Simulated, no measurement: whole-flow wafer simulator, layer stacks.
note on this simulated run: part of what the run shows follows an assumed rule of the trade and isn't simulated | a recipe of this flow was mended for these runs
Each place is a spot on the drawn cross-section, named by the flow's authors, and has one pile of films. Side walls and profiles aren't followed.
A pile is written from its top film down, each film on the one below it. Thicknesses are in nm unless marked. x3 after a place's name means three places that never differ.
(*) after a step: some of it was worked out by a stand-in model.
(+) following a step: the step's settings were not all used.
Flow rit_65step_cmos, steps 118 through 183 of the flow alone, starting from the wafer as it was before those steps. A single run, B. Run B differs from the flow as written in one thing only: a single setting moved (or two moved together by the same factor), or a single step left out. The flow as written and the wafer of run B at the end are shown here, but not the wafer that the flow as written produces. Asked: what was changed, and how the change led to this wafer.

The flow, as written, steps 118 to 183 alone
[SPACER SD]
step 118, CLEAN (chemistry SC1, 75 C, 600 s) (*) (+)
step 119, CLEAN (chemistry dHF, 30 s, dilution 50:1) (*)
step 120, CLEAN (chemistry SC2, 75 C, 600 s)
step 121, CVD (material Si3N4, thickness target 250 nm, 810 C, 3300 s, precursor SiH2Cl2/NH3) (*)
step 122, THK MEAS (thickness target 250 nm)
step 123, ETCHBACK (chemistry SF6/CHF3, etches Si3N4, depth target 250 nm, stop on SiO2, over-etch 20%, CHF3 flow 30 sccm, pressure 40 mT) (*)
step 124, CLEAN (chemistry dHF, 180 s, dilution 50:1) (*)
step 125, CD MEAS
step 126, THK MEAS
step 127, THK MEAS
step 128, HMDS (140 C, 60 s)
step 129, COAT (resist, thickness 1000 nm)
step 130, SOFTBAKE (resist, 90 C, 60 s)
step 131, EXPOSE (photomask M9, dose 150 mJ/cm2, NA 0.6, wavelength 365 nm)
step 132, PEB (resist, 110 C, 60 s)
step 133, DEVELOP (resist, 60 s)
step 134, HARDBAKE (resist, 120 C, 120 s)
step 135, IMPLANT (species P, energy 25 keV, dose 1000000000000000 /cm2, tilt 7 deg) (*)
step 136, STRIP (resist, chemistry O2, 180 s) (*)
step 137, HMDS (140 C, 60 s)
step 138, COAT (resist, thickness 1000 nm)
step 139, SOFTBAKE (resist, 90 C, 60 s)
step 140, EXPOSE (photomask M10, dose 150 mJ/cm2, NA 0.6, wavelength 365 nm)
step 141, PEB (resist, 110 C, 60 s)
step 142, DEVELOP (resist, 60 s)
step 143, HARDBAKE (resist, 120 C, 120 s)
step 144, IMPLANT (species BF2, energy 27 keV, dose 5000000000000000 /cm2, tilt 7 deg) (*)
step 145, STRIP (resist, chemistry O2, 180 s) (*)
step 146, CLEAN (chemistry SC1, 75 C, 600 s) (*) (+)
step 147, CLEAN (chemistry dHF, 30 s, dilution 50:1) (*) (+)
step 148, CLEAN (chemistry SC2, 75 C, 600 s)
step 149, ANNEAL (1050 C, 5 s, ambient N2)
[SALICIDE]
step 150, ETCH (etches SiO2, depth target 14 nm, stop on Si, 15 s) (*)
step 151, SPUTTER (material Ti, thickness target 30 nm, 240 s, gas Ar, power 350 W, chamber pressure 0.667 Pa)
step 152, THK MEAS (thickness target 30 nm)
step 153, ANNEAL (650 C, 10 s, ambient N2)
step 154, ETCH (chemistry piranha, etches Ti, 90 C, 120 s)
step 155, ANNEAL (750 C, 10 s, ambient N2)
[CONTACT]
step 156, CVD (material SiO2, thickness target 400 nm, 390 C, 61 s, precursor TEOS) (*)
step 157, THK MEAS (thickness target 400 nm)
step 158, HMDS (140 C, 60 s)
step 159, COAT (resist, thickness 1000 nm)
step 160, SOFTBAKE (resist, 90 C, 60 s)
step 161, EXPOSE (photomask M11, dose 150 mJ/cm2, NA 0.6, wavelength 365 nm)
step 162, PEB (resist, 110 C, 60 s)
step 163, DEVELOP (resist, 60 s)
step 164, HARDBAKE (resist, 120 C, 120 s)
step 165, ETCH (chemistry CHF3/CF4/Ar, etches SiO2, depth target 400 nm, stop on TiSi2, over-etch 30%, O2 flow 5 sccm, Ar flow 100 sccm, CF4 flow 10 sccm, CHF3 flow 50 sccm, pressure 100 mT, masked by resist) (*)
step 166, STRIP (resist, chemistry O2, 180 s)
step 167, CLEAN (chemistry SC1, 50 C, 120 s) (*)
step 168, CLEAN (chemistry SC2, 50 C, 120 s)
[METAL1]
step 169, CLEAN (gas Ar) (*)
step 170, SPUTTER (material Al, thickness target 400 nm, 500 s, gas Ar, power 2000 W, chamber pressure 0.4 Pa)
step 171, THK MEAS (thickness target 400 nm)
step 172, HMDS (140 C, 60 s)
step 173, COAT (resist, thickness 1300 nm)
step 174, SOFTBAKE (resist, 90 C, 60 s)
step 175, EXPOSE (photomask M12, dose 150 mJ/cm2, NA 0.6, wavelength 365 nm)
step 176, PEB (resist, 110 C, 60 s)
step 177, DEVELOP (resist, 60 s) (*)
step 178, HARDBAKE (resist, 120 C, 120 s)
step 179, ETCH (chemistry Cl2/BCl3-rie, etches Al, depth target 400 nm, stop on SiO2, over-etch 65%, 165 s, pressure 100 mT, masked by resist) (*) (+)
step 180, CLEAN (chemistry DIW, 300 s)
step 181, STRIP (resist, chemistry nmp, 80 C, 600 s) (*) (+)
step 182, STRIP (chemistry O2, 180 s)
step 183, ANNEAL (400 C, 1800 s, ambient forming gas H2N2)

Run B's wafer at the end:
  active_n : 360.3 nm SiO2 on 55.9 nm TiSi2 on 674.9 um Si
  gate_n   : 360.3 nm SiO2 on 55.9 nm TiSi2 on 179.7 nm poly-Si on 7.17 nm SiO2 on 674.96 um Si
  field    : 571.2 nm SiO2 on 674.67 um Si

Cause: step 124, CLEAN: chemistry dHF, 180 s, dilution 50:1 (*), was omitted.

Step by step, how the change led to this:
  step 136, STRIP (resist, chemistry O2, 180 s) (*)
      active_n, sd_n, contact, m1: nothing (as written it would have been: +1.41 chemical SiO2 (new film), -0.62 Si)
      active_p: -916 resist (all of it) (as written it would have been: +1.31 chemical SiO2 (new film), -915.4 resist (all of it), -0.58 Si)
      (and at 3 other places as well)
  step 146, CLEAN (chemistry SC1, 75 C, 600 s) (*) (+)
      active_n, active_p, sd_n, sd_p, contact, m1: -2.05 SiO2 (as written it would have been: -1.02 chemical SiO2, -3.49 Si)
      gate_n, gate_p: -2.05 SiO2 (as written it would have been: -1.02 chemical SiO2, -3.49 poly-Si)
  step 147, CLEAN (chemistry dHF, 30 s, dilution 50:1) (*) (+)
      active_n, sd_n, contact, m1: -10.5 SiO2 (all of it) (as written it would have been: -0.6 chemical SiO2 (all of it))
      active_p, sd_p: -9.91 SiO2 (all of it) (as written it would have been: -0.6 chemical SiO2 (all of it))
      (and at 2 other places as well)
  step 150, ETCH (etches SiO2, depth target 14 nm, stop on Si, 15 s) (*)
      gate_n: -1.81 SiO2 (all of it) (as written it would have been: -0.4 chemical SiO2 (all of it))
      gate_p: -1.18 SiO2 (all of it) (as written it would have been: -0.4 chemical SiO2 (all of it))
